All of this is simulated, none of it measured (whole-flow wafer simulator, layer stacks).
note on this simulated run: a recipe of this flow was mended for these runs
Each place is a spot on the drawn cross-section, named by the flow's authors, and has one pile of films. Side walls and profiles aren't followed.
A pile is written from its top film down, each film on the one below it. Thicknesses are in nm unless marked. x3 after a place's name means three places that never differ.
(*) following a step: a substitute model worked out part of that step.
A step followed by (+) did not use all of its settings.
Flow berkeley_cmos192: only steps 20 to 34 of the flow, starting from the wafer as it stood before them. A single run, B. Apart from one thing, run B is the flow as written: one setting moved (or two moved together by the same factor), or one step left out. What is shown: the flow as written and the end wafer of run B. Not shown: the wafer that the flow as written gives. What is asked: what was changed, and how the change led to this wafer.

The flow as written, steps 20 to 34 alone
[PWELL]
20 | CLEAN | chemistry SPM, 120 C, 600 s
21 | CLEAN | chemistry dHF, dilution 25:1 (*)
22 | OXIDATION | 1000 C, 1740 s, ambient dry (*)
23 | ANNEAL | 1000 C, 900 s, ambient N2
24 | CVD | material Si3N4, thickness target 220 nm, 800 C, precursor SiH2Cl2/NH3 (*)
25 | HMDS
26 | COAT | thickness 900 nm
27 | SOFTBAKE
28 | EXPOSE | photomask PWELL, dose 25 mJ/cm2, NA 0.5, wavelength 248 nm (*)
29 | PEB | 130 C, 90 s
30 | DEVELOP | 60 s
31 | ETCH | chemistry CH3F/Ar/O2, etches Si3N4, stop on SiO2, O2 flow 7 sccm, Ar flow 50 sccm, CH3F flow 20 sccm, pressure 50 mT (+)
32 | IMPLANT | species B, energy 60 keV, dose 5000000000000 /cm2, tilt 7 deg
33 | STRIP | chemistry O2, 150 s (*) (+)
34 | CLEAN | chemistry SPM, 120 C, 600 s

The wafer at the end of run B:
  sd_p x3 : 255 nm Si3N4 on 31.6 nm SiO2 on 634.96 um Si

What caused this: step 24, CVD: thickness target 255 nm was run, whereas the flow has thickness target 220 nm.
The wafer lets one read it off: sd_p x3 has Si3N4 255, and step 24 as written asks for 220 nm.

How this came from the change, step by step:
  24 | CVD | material Si3N4, thickness target 220 nm, 800 C, precursor SiH2Cl2/NH3 (*)
      field x6, sd_p x3: Si3N4 gains 255 (new film) (it would be, as written: Si3N4 gains 220 (new film))
  31 | ETCH | chemistry CH3F/Ar/O2, etches Si3N4, stop on SiO2, O2 flow 7 sccm, Ar flow 50 sccm, CH3F flow 20 sccm, pressure 50 mT (+)
      field x6: Si3N4 loses 255 (all of it), SiO2 loses 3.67 (it would be, as written: Si3N4 loses 220 (all of it), SiO2 loses 3.67)
      sd_p x3: KrF-resist loses 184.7 (it would be, as written: KrF-resist loses 161.3)
  33 | STRIP | chemistry O2, 150 s (*) (+)
      sd_p x3: KrF-resist loses 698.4 (all of it) (it would be, as written: KrF-resist loses 721.7 (all of it))
